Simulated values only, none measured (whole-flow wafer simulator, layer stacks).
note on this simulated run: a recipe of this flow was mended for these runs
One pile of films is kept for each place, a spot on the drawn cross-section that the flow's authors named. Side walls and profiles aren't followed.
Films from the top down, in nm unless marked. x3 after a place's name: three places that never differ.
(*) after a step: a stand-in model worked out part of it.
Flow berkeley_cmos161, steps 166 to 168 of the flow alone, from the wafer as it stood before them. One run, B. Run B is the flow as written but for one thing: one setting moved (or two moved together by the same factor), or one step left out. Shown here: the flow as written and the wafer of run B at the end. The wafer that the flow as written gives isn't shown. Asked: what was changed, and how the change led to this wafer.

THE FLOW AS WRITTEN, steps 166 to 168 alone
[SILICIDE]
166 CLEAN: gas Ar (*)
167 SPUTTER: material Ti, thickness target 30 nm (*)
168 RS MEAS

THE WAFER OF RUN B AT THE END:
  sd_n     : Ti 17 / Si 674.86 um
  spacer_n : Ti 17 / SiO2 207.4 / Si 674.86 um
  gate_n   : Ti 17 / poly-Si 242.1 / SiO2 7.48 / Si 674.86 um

The cause: step 167, SPUTTER: thickness target 17 nm was run, where the flow has thickness target 30 nm.
It can be read off the wafer: sd_n has Ti 17, and step 167 as written asks for 30 nm.

How the change led to this, step by step:
  167 SPUTTER: material Ti, thickness target 30 nm (*)
      field, sd_n, spacer_n, gate_n, sd_p, spacer_p, gate_p, contact x2: Ti +17 (new film) (as written it would be: Ti +30 (new film))
